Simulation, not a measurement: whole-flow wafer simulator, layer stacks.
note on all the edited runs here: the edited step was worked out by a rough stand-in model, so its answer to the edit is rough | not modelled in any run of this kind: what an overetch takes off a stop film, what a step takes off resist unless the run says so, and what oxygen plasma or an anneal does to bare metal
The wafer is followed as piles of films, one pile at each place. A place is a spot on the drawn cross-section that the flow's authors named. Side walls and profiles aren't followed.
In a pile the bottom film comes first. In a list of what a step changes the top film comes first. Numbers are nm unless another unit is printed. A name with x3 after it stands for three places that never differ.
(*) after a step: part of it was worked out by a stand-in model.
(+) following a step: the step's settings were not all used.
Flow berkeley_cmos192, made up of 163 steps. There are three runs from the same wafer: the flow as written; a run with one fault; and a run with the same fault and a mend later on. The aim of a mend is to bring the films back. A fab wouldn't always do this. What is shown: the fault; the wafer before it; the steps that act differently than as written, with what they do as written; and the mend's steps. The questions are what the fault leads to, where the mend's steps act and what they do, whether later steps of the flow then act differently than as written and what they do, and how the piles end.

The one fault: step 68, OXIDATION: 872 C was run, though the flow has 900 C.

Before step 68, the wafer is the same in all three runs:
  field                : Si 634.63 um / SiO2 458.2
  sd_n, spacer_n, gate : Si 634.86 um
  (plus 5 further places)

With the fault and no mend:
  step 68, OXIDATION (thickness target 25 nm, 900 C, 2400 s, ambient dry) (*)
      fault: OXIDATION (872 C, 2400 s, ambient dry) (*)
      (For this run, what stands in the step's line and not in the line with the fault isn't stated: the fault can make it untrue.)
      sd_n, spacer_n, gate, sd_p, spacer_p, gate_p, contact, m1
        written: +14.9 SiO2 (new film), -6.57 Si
        fault: +11.3 SiO2 (new film), -4.95 Si
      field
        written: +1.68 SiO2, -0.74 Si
        fault: +1 SiO2, -0.44 Si
  Steps further on in the flow that do not act as written (38 other steps are not shown; they differ only slightly, by no more than 2% or 0.5 nm, whichever is larger):
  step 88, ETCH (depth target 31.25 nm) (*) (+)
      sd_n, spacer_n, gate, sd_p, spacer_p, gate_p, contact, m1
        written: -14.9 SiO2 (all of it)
        fault: -11.3 SiO2 (all of it)
  When the end is reached, the piles differ only a little from the flow's at the places that both follow, at most by 2% or 0.5 nm, whichever is larger.

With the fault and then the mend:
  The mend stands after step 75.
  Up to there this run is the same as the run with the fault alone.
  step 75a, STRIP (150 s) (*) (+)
      sd_p
        -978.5 KrF resist (all of it)
      spacer_p
        -959.9 KrF resist (all of it)
      gate_p
        -959 KrF resist (all of it)
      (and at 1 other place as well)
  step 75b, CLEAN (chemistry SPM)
      alters no film at any place that is followed
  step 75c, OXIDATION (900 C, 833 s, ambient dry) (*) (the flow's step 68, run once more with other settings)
      sd_n, spacer_n, gate, sd_p, spacer_p, gate_p, contact, m1
        +3.6 SiO2, -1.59 Si
      field
        +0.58 SiO2, -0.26 Si
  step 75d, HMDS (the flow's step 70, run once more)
      alters no film at any place that is followed
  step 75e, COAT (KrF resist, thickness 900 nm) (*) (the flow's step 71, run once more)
      spacer_n, gate
        +978.6 KrF resist (new film)
      field
        +842.4 KrF resist (new film)
      sd_n
        +1013.2 KrF resist (new film)
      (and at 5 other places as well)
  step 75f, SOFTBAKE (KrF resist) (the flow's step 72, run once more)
      alters no film at any place that is followed
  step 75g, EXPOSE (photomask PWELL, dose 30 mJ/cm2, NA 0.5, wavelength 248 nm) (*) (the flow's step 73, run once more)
      alters no film at any place that is followed
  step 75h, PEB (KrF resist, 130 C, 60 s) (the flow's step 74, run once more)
      sd_n, m1
        -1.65 KrF resist
      spacer_n, gate
        -1.58 KrF resist
      spacer_p, gate_p
        -1.57 KrF resist
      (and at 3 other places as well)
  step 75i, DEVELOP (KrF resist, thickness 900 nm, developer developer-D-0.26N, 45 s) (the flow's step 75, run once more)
      sd_p, spacer_p, gate_p, m1
        -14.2 KrF resist
      field
        -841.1 KrF resist (all of it)
      sd_n
        -1011.6 KrF resist (all of it)
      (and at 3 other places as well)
  None of the later steps of the flow differs from how it acts as written, at any place that is followed, by more than 2% or 0.5 nm, whichever is larger.
  When the end is reached, the piles differ only a little from the flow's at the places that both follow, at most by 2% or 0.5 nm, whichever is larger.
